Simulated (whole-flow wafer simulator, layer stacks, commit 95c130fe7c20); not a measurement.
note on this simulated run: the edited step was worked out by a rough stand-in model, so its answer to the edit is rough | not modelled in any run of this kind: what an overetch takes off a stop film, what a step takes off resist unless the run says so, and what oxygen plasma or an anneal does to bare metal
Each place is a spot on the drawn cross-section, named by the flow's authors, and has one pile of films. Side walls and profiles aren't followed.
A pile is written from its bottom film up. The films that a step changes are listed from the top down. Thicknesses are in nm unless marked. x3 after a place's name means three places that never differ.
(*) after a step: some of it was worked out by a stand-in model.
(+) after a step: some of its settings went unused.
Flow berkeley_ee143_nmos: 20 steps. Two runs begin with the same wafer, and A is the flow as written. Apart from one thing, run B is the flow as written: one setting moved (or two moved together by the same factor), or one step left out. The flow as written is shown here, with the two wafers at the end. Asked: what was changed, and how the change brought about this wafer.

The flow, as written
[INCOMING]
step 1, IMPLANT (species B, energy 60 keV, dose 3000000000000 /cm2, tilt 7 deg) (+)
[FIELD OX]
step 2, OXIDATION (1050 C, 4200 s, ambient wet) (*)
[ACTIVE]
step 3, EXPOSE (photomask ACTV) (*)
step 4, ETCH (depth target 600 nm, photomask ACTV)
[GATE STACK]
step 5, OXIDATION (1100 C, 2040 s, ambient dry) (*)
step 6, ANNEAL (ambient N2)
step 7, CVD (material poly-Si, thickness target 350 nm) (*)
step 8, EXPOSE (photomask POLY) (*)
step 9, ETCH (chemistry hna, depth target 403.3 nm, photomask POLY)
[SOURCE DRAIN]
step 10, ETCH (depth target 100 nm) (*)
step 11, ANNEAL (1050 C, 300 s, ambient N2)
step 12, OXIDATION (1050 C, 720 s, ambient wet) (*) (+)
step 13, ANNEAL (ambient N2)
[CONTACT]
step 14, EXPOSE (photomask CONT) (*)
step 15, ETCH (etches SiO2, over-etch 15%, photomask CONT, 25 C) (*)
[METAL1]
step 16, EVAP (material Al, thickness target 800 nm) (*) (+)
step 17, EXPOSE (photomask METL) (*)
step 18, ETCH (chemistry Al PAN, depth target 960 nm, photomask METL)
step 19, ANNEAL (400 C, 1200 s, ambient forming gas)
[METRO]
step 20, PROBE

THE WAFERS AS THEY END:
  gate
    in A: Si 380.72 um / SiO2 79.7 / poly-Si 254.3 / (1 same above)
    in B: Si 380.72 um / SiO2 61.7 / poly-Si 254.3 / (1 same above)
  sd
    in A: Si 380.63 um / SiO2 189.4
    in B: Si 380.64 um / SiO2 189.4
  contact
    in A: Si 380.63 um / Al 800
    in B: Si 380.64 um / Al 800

Cause: step 5, OXIDATION: 1326 s was run, while the flow as written has 2040 s.

Step by step, how the change led to this:
  step 5, OXIDATION (1100 C, 2040 s, ambient dry) (*)
      gate, sd, contact: A SiO2 gains 79.7 (new film), Si loses 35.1 | B SiO2 gains 61.7 (new film), Si loses 27.1
      field: A SiO2 gains 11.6, Si loses 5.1 | B SiO2 gains 7.57, Si loses 3.33
  step 10, ETCH (depth target 100 nm) (*)
      sd, contact: A SiO2 loses 79.7 (all of it) | B SiO2 loses 61.7 (all of it)
